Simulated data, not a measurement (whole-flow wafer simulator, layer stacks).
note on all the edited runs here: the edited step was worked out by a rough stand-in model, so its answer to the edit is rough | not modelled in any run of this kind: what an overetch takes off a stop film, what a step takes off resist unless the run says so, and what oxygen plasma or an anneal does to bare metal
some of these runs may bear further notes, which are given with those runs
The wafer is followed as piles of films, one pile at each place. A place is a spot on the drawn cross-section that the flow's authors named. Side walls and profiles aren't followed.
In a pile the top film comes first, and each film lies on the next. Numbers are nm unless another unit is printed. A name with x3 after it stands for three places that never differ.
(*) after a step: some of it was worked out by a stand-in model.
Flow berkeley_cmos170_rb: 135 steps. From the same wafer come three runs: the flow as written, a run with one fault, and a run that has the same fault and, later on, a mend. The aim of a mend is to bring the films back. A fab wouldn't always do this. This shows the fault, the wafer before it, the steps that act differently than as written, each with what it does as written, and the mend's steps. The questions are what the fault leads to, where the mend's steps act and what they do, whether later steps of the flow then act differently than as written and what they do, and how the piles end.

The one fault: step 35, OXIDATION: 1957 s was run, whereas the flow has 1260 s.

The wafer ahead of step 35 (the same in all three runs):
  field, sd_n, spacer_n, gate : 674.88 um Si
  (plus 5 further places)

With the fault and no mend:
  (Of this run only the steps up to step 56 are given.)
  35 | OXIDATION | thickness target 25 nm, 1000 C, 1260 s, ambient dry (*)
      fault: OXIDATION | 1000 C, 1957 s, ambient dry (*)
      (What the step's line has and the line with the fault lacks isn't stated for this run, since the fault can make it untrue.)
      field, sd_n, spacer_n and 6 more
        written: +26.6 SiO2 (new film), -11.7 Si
        fault: +33.8 SiO2 (new film), -14.9 Si
  Steps further on in the flow that do not act as written:
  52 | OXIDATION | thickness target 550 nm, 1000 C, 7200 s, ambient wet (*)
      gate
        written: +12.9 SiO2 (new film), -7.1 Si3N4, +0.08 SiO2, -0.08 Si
        fault: +12.9 SiO2 (new film), -7.1 Si3N4
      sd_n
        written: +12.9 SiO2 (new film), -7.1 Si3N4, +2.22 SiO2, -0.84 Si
        fault: +12.9 SiO2 (new film), -7.1 Si3N4, +5.47 SiO2, -2.21 Si
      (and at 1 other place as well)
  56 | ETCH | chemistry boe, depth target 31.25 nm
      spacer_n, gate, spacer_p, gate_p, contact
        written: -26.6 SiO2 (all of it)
        fault: -31.3 SiO2
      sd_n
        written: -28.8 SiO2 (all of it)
        fault: -31.2 SiO2
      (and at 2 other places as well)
  After step 56, at sd_n, spacer_n, gate, sd_p, spacer_p, gate_p, contact, m1, the piles differ from the flow's by more than 2% or 0.5 nm, whichever is larger.
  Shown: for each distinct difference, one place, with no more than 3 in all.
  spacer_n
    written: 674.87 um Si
    fault: 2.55 nm SiO2 on 674.87 um Si
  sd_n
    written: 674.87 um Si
    fault: 8.01 nm SiO2 on 674.86 um Si
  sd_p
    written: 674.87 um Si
    fault: 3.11 nm SiO2 on 674.87 um Si

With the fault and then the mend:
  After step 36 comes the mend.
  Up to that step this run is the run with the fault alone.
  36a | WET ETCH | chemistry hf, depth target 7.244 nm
      field, sd_n, spacer_n and 6 more
        -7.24 SiO2
  None of the later steps of the flow differs from how it acts as written, at any place that is followed, by more than 2% or 0.5 nm, whichever is larger.
  At the end the piles are close to the flow's at the places that both follow, differing by at most 2% or 0.5 nm, whichever is larger.
